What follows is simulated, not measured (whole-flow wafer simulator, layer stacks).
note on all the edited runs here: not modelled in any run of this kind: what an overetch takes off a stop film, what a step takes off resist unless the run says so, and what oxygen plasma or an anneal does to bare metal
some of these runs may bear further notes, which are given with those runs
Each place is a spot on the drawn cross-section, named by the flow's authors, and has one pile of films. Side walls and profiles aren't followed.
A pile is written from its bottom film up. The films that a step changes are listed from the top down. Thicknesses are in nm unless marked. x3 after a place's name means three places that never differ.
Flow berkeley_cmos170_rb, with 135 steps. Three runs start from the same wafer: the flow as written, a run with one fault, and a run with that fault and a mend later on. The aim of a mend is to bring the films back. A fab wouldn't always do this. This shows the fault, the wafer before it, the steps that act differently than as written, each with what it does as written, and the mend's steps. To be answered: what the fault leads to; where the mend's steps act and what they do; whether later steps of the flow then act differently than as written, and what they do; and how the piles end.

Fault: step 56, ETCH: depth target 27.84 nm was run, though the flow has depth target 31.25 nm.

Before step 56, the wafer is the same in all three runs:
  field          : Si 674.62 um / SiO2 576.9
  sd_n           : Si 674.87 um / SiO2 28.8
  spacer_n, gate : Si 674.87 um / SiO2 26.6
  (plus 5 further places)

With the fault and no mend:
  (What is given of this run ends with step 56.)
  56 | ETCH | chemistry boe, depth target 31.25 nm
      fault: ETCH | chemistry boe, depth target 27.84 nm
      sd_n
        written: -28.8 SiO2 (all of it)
        fault: -27.8 SiO2
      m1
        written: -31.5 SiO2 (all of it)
        fault: -27.8 SiO2
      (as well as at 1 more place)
  The piles after step 56 differ from the flow's at sd_n, m1 by more than 2% or 0.5 nm, whichever is larger.
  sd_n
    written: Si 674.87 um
    fault: Si 674.87 um / SiO2 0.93
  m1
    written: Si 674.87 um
    fault: Si 674.87 um / SiO2 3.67

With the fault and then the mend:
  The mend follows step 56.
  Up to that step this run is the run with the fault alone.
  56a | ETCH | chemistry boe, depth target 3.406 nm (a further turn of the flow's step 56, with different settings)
      field
        -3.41 SiO2
      sd_n
        -0.93 SiO2 (all of it)
      m1
        -3.67 SiO2 (all of it)
  None of the later steps of the flow differs from how it acts as written, at any place that is followed, by more than 2% or 0.5 nm, whichever is larger.
  The piles end the same as the flow's at every place that both follow.
